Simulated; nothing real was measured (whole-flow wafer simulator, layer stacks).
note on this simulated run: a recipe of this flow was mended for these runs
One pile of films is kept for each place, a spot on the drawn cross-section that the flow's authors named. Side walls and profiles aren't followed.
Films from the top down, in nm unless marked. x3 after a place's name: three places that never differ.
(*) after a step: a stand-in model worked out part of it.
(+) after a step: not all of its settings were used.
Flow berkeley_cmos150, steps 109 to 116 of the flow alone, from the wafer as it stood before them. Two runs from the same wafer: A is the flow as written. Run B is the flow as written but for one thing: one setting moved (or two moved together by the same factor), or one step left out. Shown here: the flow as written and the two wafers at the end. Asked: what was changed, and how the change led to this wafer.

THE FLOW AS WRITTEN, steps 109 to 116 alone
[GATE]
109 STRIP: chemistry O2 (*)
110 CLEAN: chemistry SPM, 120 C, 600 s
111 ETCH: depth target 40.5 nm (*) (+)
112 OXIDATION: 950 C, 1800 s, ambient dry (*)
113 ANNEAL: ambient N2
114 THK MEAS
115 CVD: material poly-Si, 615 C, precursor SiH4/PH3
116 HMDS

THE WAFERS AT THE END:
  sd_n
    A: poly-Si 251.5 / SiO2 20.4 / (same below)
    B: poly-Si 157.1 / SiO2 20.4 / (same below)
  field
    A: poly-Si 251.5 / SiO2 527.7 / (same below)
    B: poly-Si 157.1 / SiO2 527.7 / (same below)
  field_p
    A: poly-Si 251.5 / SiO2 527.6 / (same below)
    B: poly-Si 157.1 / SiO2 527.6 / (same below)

The cause: step 115, CVD: 595 C was run, where the flow has 615 C.

How the change led to this, step by step:
  115 CVD: material poly-Si, 615 C, precursor SiH4/PH3
      field, field_p, sd_n, gate_n, sd_p x2, contact, m1: A poly-Si +251.5 (new film) | B poly-Si +157.1 (new film)
